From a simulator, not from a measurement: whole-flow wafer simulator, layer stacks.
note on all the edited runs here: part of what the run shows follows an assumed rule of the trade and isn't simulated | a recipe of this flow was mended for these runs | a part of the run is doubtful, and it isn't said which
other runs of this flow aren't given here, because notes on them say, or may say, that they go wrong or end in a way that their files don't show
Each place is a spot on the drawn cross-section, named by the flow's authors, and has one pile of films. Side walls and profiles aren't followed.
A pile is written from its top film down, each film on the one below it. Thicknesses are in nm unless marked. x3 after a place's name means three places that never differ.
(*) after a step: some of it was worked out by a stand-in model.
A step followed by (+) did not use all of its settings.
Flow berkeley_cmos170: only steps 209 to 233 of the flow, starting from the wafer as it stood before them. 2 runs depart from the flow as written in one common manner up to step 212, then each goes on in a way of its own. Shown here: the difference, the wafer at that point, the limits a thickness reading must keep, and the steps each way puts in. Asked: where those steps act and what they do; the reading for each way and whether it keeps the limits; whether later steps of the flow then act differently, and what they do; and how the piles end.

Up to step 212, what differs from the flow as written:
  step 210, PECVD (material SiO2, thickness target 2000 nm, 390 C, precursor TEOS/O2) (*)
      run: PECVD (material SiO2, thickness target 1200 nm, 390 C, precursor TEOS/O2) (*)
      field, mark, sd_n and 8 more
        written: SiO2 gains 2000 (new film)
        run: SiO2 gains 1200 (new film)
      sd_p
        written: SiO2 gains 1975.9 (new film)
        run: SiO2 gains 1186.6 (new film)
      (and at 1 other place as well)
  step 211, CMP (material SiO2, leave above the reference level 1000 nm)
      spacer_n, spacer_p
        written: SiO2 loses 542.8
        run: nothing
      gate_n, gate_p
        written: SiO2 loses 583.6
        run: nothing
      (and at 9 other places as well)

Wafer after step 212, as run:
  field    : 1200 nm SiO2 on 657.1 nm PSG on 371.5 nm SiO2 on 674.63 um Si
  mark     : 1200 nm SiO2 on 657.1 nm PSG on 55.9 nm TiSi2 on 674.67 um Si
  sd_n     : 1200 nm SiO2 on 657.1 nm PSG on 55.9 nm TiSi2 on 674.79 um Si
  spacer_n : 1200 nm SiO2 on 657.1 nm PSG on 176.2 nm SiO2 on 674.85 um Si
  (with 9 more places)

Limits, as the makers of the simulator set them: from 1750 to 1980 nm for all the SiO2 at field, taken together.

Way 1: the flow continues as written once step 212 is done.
  After step 212, the reading is 1571.5 nm, outside the limits.
  Later steps of the flow acting differently than as written:
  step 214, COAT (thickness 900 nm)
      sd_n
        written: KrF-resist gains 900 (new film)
        way: KrF-resist gains 1035 (new film)
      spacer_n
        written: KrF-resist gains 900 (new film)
        way: KrF-resist gains 866.7 (new film)
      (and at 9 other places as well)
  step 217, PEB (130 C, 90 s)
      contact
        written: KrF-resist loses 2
        way: KrF-resist loses 3.48
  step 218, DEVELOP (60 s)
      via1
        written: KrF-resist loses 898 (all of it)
        way: KrF-resist loses 796.8 (all of it)
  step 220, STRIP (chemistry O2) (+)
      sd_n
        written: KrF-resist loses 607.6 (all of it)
        way: KrF-resist loses 742.3 (all of it)
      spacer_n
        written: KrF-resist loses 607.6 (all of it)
        way: KrF-resist loses 574.4 (all of it)
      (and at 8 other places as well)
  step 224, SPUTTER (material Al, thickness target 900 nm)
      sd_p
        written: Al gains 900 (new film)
        way: Al gains 865.5 (new film)
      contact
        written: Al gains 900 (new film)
        way: Al gains 783.1 (new film)
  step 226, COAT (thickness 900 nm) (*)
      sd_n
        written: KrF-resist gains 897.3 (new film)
        way: KrF-resist gains 1050.2 (new film)
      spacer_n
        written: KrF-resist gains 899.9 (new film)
        way: KrF-resist gains 866.4 (new film)
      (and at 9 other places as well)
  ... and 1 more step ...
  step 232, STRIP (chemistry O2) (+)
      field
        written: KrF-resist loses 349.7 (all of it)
        way: KrF-resist loses 341.6 (all of it)
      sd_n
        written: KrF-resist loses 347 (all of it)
        way: KrF-resist loses 499.5 (all of it)
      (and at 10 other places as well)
  The piles end different from the flow's at field, mark, sd_n and 6 more by more than 2% or 0.5 nm, whichever is larger.
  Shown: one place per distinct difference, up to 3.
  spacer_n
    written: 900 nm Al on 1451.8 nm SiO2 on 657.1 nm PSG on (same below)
    way: 900 nm Al on 1194.6 nm SiO2 on 657.1 nm PSG on (same below)
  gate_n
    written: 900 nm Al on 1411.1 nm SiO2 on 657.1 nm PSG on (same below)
    way: 900 nm Al on 1194.6 nm SiO2 on 657.1 nm PSG on (same below)
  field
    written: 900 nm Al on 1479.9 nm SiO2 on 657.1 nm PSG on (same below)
    way: 900 nm Al on 1194.6 nm SiO2 on 657.1 nm PSG on (same below)

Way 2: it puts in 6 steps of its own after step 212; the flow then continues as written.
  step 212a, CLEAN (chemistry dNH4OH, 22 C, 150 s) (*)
      does not change any film at any place that is followed
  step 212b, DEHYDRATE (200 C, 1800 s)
      does not change any film at any place that is followed
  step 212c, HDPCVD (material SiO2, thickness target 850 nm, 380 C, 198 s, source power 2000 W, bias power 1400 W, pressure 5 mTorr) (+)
      field, mark, sd_n and 10 more
        SiO2 gains 850
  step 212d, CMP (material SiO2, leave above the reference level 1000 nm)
      m1, via1, m2, via2
        SiO2 loses 850
      spacer_n, spacer_p
        SiO2 loses 592.8
      gate_n, gate_p
        SiO2 loses 633.6
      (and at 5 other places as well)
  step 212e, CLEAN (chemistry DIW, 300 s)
      does not change any film at any place that is followed
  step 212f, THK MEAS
      does not change any film at any place that is followed
  After step 212f, the reading is 1856.8 nm, within the limits.
  None of the later steps of the flow acts differently than as written at any place that is followed.
  By the end, the piles equal the flow's at every place that both follow.

Keeping within the limits: way 2. Outside them: way 1.
